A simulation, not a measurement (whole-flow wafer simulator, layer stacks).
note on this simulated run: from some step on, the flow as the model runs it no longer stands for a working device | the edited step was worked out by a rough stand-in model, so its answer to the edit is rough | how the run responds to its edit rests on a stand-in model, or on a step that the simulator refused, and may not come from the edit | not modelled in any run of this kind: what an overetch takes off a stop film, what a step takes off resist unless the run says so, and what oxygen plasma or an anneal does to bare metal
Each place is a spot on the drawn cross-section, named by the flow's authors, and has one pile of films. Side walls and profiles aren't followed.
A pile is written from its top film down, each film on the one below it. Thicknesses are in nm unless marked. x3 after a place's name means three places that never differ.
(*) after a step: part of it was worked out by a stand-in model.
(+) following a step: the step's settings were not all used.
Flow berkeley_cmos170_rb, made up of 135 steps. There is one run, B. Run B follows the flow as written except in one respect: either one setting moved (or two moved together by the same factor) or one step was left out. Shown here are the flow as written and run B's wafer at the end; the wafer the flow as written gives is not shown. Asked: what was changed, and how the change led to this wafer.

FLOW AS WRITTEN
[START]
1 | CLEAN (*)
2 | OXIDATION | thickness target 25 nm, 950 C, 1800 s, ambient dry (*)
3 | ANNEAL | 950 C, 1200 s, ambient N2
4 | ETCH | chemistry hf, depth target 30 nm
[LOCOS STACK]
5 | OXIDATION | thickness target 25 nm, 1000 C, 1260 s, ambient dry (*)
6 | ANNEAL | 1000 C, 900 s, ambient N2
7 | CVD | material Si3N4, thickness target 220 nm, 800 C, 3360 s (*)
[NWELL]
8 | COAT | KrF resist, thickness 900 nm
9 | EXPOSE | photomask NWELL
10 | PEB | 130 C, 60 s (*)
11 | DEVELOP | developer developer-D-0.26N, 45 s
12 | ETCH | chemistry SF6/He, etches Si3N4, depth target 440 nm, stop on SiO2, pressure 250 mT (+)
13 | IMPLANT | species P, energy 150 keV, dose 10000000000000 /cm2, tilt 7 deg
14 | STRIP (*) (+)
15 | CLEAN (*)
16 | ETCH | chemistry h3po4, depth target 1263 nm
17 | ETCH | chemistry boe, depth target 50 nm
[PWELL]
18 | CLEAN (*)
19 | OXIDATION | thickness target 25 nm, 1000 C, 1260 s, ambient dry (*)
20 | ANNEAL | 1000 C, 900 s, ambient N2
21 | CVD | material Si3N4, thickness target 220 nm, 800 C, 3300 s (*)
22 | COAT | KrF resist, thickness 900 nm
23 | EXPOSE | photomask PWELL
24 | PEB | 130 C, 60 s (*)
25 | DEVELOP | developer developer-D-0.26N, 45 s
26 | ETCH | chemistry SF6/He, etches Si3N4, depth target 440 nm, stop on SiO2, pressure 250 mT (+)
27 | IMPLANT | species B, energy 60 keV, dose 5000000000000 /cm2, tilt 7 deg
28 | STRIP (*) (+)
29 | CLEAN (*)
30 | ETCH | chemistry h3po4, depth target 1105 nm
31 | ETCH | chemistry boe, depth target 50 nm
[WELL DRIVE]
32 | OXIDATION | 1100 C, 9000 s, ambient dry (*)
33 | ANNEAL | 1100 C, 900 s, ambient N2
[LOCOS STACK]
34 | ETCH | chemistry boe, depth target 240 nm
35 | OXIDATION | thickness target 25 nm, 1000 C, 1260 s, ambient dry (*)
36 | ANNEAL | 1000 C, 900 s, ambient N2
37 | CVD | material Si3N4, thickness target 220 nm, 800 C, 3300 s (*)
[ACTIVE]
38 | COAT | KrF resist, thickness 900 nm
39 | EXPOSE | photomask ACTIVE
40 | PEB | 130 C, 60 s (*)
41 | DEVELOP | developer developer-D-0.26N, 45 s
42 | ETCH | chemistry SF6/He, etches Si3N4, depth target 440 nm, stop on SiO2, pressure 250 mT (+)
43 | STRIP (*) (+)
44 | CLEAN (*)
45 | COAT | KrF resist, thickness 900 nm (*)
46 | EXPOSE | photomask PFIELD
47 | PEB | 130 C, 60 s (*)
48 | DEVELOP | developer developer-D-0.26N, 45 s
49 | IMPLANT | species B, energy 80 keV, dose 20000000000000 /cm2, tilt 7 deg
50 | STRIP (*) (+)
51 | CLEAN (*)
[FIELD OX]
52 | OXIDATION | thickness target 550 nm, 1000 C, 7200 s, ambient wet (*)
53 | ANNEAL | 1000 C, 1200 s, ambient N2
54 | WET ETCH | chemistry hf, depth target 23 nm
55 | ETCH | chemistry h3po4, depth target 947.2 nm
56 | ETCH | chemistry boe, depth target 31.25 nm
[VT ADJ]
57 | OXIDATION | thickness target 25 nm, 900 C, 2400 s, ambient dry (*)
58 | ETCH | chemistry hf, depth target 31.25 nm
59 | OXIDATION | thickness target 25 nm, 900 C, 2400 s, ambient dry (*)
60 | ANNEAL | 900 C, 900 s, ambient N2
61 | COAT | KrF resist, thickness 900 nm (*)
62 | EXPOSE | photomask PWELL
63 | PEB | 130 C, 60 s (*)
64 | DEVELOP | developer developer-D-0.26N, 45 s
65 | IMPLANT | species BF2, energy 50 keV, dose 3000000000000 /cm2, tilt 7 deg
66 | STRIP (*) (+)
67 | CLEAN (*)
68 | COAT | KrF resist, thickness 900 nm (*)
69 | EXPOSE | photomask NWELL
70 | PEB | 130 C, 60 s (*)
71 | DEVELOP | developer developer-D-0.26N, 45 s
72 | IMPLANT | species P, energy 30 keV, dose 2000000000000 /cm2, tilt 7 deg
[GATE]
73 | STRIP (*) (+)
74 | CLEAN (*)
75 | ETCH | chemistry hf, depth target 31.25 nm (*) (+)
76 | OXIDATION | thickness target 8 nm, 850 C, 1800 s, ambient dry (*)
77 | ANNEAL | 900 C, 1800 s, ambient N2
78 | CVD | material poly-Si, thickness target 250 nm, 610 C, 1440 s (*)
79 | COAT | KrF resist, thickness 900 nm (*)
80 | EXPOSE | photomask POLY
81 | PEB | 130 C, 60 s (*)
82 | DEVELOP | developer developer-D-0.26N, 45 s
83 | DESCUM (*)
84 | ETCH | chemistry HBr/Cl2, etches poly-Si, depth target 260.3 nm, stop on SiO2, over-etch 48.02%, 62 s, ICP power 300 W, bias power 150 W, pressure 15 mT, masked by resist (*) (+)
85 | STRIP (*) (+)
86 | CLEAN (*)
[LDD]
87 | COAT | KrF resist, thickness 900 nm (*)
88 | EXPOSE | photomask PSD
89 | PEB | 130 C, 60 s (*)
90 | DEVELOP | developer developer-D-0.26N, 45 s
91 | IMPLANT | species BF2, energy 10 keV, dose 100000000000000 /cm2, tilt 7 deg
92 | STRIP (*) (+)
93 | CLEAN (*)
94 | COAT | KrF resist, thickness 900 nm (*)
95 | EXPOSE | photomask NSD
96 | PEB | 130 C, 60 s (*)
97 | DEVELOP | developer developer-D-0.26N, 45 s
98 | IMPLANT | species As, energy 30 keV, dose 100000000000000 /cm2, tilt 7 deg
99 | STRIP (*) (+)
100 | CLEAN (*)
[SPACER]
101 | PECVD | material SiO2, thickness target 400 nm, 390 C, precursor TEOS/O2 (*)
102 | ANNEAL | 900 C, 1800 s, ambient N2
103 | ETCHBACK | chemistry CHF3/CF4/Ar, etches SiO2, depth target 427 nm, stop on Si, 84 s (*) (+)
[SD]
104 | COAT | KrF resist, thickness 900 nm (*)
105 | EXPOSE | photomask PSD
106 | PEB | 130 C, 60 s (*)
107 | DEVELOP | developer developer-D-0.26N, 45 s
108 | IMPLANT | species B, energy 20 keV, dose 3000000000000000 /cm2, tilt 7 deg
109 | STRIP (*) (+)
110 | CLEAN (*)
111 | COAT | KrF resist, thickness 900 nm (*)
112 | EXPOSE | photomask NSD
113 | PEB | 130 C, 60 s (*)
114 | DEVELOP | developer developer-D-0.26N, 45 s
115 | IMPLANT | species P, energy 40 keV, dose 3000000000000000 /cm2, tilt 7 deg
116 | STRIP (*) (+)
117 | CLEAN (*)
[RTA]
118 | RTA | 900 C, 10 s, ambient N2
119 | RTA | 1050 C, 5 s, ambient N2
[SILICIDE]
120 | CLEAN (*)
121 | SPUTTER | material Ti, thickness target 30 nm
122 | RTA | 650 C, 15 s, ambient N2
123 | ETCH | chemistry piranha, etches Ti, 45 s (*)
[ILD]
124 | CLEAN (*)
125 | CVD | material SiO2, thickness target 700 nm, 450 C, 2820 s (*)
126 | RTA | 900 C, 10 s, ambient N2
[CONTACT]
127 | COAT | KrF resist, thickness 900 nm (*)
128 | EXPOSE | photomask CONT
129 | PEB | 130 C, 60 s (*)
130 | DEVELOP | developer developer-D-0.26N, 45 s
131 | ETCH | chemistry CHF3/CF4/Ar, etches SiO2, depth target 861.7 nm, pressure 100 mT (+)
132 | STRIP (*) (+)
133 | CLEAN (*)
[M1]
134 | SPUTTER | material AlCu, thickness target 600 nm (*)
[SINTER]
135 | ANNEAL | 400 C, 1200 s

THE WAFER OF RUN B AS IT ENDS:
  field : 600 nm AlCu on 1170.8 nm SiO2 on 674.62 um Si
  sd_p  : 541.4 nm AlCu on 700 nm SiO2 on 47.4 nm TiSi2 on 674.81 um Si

What caused this: step 75, ETCH: depth target 18.75 nm was run, though the flow has depth target 31.25 nm.

The path from the change to this, step by step:
  75 | ETCH | chemistry hf, depth target 31.25 nm (*) (+)
      field: -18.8 SiO2 (as written it would have been: -31.3 SiO2)
  121 | SPUTTER | material Ti, thickness target 30 nm
      sd_p: +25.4 Ti (new film) (as written it would have been: +27.1 Ti (new film))
  122 | RTA | 650 C, 15 s, ambient N2
      sd_p: -19.8 Ti, +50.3 TiSi2 C49 (new film), -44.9 Si (as written it would have been: -21.1 Ti, +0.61 TiSi first (new film), +52.9 TiSi2 C49 (new film), -47.6 Si)
  126 | RTA | 900 C, 10 s, ambient N2
      sd_p: under 1 film: +47.4 TiSi2 (new film), -50.3 TiSi2 C49 (all of it) (as written it would have been: under 1 film: +50.7 TiSi2 (new film), -0.61 TiSi first (all of it), -52.9 TiSi2 C49 (all of it), -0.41 Si)
